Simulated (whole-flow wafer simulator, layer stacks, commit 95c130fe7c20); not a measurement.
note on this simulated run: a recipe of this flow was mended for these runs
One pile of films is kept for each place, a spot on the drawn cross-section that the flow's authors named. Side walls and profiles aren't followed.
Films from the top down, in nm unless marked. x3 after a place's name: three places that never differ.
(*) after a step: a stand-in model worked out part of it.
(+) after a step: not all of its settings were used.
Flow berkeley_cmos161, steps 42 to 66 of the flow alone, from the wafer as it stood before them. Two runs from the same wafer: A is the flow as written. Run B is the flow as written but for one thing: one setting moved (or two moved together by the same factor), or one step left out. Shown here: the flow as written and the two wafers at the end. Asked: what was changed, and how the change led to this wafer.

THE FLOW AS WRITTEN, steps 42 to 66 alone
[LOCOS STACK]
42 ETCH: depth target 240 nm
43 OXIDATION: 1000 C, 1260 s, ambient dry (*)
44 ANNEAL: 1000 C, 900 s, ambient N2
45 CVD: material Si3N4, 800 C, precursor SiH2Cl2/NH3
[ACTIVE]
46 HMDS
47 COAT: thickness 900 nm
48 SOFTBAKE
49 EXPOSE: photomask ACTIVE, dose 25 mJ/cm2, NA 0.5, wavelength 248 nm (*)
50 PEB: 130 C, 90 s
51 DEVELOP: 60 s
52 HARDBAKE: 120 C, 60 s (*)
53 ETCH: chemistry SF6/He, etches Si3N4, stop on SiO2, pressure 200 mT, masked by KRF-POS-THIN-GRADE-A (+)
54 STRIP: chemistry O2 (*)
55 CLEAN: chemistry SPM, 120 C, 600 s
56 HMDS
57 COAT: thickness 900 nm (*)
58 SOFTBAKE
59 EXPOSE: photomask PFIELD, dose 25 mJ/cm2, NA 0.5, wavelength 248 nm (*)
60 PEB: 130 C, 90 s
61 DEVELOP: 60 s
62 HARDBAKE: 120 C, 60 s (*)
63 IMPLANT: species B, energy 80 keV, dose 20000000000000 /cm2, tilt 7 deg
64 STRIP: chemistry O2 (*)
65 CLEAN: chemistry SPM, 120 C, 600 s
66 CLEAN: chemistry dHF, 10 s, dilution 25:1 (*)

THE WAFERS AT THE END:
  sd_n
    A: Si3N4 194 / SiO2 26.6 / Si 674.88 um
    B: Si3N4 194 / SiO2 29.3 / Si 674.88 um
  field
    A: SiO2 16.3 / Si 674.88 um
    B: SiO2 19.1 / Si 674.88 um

The cause: step 43, OXIDATION: 1512 s was run, where the flow has 1260 s.

How the change led to this, step by step:
  43 OXIDATION: 1000 C, 1260 s, ambient dry (*)
      field, sd_n, spacer_n and 6 more: A SiO2 +26.6 (new film), Si -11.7 | B SiO2 +29.3 (new film), Si -12.9
